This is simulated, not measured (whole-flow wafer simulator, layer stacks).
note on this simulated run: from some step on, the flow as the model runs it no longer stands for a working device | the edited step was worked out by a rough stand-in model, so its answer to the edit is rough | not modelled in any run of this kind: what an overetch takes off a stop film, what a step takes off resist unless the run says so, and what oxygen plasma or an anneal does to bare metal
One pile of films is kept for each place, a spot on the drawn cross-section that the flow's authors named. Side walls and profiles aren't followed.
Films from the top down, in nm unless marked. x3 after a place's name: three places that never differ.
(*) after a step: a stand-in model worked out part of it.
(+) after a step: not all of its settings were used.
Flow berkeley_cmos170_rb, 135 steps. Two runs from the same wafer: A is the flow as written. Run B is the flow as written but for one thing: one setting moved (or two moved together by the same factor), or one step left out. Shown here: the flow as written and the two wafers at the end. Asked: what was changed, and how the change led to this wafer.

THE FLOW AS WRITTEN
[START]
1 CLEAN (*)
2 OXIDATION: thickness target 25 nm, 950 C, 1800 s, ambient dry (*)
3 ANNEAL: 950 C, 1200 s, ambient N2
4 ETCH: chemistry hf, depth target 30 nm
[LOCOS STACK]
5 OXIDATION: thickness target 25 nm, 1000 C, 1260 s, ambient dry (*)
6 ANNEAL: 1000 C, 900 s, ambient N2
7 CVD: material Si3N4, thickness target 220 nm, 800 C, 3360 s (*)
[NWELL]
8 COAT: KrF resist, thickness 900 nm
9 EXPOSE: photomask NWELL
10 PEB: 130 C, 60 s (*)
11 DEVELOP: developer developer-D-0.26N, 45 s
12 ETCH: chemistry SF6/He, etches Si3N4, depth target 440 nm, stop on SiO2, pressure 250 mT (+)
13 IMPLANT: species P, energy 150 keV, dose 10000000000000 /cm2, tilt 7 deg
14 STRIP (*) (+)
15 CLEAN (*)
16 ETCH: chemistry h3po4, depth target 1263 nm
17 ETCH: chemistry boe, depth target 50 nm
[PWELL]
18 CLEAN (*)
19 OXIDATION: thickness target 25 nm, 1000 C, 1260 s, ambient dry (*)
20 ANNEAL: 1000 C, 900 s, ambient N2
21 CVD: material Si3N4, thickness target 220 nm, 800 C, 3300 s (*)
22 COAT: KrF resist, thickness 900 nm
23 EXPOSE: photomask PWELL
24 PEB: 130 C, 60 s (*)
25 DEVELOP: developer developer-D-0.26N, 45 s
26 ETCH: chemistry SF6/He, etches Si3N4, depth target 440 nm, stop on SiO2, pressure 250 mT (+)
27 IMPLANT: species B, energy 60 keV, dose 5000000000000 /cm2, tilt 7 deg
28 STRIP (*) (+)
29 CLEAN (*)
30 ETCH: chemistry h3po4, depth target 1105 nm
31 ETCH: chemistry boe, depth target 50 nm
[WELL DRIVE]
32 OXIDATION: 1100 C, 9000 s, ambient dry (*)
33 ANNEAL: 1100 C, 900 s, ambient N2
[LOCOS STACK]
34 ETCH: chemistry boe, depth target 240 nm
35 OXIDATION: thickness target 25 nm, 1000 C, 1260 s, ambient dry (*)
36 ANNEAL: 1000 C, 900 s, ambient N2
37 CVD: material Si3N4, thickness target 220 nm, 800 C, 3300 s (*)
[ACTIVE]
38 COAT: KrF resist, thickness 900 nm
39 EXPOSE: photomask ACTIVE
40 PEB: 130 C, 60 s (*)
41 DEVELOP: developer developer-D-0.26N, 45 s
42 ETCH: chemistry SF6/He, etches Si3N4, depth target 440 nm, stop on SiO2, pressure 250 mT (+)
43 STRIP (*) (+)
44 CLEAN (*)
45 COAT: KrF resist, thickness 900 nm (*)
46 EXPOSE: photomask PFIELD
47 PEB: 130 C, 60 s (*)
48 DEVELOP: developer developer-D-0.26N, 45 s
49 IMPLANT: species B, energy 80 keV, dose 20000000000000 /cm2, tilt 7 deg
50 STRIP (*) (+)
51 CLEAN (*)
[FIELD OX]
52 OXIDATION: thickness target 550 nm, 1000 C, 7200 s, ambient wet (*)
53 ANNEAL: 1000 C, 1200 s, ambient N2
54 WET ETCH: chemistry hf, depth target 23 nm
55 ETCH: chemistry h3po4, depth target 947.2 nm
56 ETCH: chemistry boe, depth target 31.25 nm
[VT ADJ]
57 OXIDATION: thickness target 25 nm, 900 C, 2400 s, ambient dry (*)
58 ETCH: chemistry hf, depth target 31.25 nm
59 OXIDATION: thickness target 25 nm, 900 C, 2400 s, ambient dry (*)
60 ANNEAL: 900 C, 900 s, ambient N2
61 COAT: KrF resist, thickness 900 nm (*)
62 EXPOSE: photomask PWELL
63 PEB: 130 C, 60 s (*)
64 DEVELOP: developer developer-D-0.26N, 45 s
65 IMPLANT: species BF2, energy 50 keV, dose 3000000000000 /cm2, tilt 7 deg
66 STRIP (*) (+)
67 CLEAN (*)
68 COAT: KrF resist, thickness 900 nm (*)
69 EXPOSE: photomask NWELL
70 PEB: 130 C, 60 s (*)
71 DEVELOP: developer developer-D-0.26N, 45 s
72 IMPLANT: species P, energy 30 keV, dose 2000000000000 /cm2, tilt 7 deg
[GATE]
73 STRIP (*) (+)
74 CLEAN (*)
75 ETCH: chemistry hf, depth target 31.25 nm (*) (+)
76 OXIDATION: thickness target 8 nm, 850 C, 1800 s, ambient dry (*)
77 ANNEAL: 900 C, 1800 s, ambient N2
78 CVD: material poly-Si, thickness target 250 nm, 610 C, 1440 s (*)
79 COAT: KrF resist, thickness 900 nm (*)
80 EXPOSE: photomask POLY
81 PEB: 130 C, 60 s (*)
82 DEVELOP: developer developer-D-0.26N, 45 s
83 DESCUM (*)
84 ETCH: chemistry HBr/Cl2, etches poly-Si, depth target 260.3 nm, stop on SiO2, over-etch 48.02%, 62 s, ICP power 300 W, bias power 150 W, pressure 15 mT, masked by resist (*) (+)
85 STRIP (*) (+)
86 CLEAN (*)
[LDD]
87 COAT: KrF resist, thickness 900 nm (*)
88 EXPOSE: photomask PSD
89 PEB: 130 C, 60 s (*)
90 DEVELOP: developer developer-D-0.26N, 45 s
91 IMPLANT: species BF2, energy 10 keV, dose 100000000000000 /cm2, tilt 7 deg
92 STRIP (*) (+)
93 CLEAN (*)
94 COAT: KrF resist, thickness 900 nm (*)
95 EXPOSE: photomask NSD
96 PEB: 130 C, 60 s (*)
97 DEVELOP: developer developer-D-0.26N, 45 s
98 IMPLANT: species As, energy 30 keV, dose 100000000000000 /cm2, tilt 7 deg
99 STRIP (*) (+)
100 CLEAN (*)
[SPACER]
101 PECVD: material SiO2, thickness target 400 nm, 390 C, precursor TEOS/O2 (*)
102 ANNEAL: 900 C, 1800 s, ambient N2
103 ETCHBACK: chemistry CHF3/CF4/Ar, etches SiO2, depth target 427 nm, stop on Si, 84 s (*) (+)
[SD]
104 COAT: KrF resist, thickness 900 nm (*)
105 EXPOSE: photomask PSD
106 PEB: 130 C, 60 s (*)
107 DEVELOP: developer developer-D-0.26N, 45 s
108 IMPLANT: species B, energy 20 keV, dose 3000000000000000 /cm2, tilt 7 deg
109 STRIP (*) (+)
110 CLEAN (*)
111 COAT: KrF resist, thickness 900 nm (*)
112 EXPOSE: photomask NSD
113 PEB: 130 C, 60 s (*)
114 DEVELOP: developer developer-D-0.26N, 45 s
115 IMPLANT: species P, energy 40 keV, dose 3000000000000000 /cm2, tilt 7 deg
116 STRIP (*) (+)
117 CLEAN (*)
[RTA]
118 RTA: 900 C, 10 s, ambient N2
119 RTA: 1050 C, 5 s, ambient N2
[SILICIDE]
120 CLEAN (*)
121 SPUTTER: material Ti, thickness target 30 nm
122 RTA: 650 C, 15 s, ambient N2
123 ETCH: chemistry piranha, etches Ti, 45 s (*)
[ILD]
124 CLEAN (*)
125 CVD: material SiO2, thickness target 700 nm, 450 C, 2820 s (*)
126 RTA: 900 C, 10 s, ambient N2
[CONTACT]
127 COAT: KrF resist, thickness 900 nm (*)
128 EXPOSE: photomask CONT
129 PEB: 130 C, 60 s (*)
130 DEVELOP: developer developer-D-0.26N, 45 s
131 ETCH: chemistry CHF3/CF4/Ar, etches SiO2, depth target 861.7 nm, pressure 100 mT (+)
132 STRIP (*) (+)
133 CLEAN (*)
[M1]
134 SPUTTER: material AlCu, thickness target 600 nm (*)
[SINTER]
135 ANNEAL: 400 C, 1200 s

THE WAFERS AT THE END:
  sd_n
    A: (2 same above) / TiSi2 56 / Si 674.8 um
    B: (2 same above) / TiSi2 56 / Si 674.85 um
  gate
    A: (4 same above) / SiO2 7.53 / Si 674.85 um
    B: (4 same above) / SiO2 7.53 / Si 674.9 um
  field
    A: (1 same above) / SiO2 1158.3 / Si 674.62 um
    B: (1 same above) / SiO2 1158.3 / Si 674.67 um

The cause: step 32, OXIDATION: 990 C was run, where the flow has 1100 C.

How the change led to this, step by step:
  32 OXIDATION: 1100 C, 9000 s, ambient dry (*)
      field, sd_n, spacer_n and 6 more: A SiO2 +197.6 (new film), Si -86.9 | B SiO2 +82.3 (new film), Si -36.2
  34 ETCH: chemistry boe, depth target 240 nm
      field, sd_n, spacer_n and 6 more: A SiO2 -197.6 (all of it) | B SiO2 -82.3 (all of it)
